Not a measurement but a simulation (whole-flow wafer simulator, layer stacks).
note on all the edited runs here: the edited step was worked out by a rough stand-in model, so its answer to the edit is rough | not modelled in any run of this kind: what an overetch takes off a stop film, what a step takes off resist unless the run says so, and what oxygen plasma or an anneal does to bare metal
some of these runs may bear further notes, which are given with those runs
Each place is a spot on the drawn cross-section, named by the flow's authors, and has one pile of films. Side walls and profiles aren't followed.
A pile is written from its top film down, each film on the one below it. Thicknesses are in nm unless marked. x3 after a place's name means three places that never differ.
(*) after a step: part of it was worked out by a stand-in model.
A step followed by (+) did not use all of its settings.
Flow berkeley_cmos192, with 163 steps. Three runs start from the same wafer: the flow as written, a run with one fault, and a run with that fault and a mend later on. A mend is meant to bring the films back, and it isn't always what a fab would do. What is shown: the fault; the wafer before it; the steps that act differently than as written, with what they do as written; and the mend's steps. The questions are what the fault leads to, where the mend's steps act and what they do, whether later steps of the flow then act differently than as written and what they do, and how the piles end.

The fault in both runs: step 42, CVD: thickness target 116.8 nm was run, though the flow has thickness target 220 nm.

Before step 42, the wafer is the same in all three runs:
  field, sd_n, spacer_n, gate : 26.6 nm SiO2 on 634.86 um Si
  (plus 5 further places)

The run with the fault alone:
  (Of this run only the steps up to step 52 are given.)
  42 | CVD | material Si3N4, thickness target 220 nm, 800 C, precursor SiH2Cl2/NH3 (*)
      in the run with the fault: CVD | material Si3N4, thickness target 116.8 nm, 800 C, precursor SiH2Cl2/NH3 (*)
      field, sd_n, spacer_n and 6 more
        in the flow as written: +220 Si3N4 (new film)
        in the run with the fault: +116.8 Si3N4 (new film)
  Later steps of the flow acting differently than as written:
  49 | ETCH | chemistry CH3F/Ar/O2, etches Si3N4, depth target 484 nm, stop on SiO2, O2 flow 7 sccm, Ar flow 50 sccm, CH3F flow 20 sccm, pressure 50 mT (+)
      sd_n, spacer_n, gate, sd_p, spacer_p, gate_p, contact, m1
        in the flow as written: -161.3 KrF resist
        in the run with the fault: -92.5 KrF resist
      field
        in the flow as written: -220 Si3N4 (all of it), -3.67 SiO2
        in the run with the fault: -116.8 Si3N4 (all of it), -3.67 SiO2
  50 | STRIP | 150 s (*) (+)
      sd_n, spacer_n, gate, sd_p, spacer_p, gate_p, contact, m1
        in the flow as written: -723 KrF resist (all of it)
        in the run with the fault: -791.8 KrF resist (all of it)
  After step 52, at sd_n, spacer_n, gate, sd_p, spacer_p, gate_p, contact, m1, the piles differ from the flow's by more than 2% or 0.5 nm, whichever is larger.
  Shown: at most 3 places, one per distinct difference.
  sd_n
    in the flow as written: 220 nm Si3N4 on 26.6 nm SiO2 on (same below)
    in the run with the fault: 116.8 nm Si3N4 on 26.6 nm SiO2 on (same below)

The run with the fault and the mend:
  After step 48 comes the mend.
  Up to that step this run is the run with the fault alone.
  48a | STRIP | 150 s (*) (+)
      sd_n, spacer_n, gate, sd_p, spacer_p, gate_p, contact, m1
        -884.4 KrF resist (all of it)
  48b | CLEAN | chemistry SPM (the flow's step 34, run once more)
      alters no film at any place that is followed
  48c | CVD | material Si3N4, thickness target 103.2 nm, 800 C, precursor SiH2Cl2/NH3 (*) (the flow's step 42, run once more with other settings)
      field, sd_n, spacer_n and 6 more
        +103.2 Si3N4
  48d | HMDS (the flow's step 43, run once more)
      alters no film at any place that is followed
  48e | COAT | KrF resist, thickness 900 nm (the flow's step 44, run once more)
      field, sd_n, spacer_n and 6 more
        +900 KrF resist (new film)
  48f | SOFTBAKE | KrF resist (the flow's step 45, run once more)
      alters no film at any place that is followed
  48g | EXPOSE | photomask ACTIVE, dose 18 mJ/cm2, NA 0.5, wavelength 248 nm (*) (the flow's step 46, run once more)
      alters no film at any place that is followed
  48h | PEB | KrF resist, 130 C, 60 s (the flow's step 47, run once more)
      field, sd_n, spacer_n and 6 more
        -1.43 KrF resist
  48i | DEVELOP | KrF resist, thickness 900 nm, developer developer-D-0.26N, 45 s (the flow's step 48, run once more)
      sd_n, spacer_n, gate, sd_p, spacer_p, gate_p, contact, m1
        -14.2 KrF resist
      field
        -898.6 KrF resist (all of it)
  Every later step of the flow that is run acts as written at every place that is followed.
  The piles end the same as the flow's at every place that both follow.
